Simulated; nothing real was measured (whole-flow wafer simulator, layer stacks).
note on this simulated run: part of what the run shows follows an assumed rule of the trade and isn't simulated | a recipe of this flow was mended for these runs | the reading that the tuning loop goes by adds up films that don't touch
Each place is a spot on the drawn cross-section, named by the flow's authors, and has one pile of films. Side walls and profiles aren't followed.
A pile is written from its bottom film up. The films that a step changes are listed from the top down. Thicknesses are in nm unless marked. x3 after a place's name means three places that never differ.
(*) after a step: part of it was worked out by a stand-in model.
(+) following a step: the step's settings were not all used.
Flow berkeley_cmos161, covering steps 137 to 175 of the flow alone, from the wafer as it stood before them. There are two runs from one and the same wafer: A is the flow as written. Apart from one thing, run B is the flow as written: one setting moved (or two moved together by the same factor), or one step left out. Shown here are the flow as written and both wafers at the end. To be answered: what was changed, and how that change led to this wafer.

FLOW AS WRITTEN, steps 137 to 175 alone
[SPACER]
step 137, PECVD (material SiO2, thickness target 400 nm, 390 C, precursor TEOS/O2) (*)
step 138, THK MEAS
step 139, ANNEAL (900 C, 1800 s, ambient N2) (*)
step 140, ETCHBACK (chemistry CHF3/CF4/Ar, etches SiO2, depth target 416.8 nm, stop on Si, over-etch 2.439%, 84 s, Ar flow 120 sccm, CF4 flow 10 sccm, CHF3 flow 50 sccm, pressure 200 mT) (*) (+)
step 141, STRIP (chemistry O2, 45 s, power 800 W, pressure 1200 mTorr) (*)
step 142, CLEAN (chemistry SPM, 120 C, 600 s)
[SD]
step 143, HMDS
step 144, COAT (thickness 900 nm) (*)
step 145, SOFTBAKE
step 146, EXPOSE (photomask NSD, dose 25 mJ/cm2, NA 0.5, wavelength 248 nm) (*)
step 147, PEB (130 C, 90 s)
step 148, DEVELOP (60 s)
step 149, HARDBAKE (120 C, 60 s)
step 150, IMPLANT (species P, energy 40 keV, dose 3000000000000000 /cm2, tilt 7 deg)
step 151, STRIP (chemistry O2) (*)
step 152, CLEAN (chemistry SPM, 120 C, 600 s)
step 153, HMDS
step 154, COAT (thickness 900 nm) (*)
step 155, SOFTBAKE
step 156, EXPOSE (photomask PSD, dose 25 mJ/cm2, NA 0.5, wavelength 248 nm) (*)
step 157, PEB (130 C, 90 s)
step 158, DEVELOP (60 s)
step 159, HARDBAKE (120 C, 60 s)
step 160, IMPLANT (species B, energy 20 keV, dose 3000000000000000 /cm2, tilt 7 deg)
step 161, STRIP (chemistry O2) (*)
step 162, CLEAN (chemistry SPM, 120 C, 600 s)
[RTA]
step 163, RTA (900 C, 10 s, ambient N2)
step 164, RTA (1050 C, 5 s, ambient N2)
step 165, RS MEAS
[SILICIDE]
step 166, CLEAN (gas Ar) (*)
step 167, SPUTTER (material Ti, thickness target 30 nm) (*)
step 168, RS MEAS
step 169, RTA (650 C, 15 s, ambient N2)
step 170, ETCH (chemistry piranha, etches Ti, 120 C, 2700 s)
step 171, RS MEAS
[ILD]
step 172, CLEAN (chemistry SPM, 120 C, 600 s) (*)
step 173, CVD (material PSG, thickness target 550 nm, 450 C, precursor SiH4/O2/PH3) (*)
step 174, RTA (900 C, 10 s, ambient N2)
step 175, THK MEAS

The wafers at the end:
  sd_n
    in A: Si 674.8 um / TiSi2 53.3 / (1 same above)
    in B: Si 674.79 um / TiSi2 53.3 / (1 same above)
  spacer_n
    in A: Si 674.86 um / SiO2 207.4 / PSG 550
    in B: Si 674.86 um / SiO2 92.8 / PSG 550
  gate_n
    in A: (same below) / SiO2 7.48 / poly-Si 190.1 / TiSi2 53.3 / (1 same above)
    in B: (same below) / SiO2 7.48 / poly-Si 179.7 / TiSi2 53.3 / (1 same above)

Cause: step 137, PECVD: thickness target 280 nm was run, though the flow has thickness target 400 nm.

How this came from the change, step by step:
  step 137, PECVD (material SiO2, thickness target 400 nm, 390 C, precursor TEOS/O2) (*)
      field, sd_n, contact, m1: A +400 SiO2 | B +280 SiO2
      spacer_n, sd_p, spacer_p: A +385.3 SiO2 | B +270.1 SiO2
      (and at 2 other places as well)
  step 139, ANNEAL (900 C, 1800 s, ambient N2) (*)
      field, sd_n, gate_n, gate_p, contact, m1: A -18 SiO2 | B -12.6 SiO2
      spacer_n, sd_p, spacer_p: A -17.3 SiO2 | B -12.2 SiO2
  step 140, ETCHBACK (chemistry CHF3/CF4/Ar, etches SiO2, depth target 416.8 nm, stop on Si, over-etch 2.439%, 84 s, Ar flow 120 sccm, CF4 flow 10 sccm, CHF3 flow 50 sccm, pressure 200 mT) (*) (+)
      spacer_n, spacer_p: A -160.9 SiO2 | B -165.5 SiO2
      gate_n, gate_p: A -382 SiO2 (all of it), -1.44 chemical SiO2 (all of it), -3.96 poly-Si | B -267.4 SiO2 (all of it), -1.44 chemical SiO2 (all of it), -14.4 poly-Si
      (and at 4 other places as well)
  step 144, COAT (thickness 900 nm) (*)
      field: A +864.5 KrF-resist (new film) | B +886 KrF-resist (new film)
      sd_n: A +1006.2 KrF-resist (new film) | B +945.9 KrF-resist (new film)
      (and at 7 other places as well)
  step 148, DEVELOP (60 s)
      sd_n: A -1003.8 KrF-resist (all of it) | B -943.7 KrF-resist (all of it)
      spacer_n: A -811.1 KrF-resist (all of it) | B -862.3 KrF-resist (all of it)
      (and at 3 other places as well)
  step 149, HARDBAKE (120 C, 60 s)
      field: A -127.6 KrF-resist | B -130.8 KrF-resist
      sd_p: A -149.5 KrF-resist | B -141.7 KrF-resist
      (and at 2 other places as well)
  step 151, STRIP (chemistry O2) (*)
      gate_p: A -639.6 KrF-resist (all of it), +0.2 chemical SiO2, -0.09 poly-Si | B -598.7 KrF-resist (all of it), +0.19 chemical SiO2
      field: A -719.9 KrF-resist (all of it) | B -738.1 KrF-resist (all of it)
      (and at 2 other places as well)
  step 154, COAT (thickness 900 nm) (*)
      field: A +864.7 KrF-resist (new film) | B +886 KrF-resist (new film)
      sd_n: A +1006.1 KrF-resist (new film) | B +945.8 KrF-resist (new film)
      (and at 7 other places as well)
  step 158, DEVELOP (60 s)
      sd_p: A -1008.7 KrF-resist (all of it) | B -956.3 KrF-resist (all of it)
      spacer_p: A -804.3 KrF-resist (all of it) | B -860.3 KrF-resist (all of it)
      (and at 1 other place as well)
  step 159, HARDBAKE (120 C, 60 s)
      field: A -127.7 KrF-resist | B -130.8 KrF-resist
      sd_n: A -148.7 KrF-resist | B -139.8 KrF-resist
      (and at 4 other places as well)
  step 161, STRIP (chemistry O2) (*)
      field: A -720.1 KrF-resist (all of it) | B -738.2 KrF-resist (all of it)
      sd_n: A -840 KrF-resist (all of it), +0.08 chemical SiO2 | B -788.8 KrF-resist (all of it), +0.08 chemical SiO2
      (and at 4 other places as well)
  step 173, CVD (material PSG, thickness target 550 nm, 450 C, precursor SiH4/O2/PH3) (*)
      sd_p: A +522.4 PSG (new film) | B +538.8 PSG (new film)
